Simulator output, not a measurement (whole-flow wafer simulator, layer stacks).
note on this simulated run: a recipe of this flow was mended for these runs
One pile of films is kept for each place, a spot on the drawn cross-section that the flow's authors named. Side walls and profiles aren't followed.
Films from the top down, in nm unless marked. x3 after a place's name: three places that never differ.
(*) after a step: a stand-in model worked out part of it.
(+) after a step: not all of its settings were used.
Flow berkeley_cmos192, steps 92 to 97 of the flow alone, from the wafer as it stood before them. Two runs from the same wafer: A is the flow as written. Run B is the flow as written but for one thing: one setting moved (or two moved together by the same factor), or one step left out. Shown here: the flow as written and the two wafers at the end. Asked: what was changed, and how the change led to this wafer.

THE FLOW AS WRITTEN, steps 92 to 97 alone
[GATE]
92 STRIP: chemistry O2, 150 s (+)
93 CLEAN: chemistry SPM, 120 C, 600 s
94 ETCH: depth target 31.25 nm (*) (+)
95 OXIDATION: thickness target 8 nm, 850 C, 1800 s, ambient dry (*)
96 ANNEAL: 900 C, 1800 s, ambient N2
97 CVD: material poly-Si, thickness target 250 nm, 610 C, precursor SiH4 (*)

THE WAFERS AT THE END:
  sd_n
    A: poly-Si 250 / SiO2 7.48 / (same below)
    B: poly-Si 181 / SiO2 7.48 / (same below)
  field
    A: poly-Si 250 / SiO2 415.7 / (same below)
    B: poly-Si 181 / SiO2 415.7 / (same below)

The cause: step 97, CVD: thickness target 181 nm was run, where the flow has thickness target 250 nm.
It can be read off the wafer: sd_n has poly-Si 181, and step 97 as written asks for 250 nm.

How the change led to this, step by step:
  97 CVD: material poly-Si, thickness target 250 nm, 610 C, precursor SiH4 (*)
      field, sd_n, spacer_n, gate, sd_p, spacer_p x2, contact, m1: A poly-Si +250 (new film) | B poly-Si +181 (new film)
